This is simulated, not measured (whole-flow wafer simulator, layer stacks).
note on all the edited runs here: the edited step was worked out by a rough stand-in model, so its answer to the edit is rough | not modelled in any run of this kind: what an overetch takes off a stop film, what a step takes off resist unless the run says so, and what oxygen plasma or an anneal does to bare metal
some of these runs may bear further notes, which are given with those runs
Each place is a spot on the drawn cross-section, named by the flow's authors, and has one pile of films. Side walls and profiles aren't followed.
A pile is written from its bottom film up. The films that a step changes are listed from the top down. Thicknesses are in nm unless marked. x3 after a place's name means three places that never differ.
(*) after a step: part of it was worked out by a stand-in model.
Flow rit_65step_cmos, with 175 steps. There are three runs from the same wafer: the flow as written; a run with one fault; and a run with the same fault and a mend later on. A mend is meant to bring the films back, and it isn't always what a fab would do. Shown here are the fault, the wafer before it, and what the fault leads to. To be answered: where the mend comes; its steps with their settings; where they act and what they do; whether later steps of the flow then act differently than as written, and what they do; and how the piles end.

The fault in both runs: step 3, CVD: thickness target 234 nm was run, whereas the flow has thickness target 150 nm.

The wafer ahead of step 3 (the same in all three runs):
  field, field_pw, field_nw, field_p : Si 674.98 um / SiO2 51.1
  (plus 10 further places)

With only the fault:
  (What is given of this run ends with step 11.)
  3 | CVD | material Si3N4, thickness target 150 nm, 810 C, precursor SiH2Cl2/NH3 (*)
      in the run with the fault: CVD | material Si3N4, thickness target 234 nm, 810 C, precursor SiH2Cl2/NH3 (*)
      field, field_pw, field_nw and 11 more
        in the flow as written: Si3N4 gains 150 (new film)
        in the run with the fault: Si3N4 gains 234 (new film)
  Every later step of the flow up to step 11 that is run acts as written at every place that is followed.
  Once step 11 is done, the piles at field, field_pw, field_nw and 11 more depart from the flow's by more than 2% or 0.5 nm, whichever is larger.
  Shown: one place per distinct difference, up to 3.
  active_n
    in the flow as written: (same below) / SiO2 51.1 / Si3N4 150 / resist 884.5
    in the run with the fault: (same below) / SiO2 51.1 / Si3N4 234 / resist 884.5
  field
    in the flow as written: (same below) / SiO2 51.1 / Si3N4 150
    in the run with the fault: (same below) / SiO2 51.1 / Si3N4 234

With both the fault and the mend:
  After step 4 comes the mend.
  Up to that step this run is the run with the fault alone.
  4a | ETCH | chemistry h3po4, depth target 269.1 nm
      field, field_pw, field_nw and 11 more
        Si3N4 loses 234 (all of it)
  4b | CLEAN | chemistry SC2, 75 C, 600 s
      alters no film at any place that is followed
  4c | CVD | material Si3N4, thickness target 150 nm, 810 C, precursor SiH2Cl2/NH3 (*) (the flow's step 3, run once more)
      field, field_pw, field_nw and 11 more
        Si3N4 gains 150 (new film)
  Every later step of the flow that is run acts as written at every place that is followed.
  At every place that both follow, the piles at the end match the flow's.
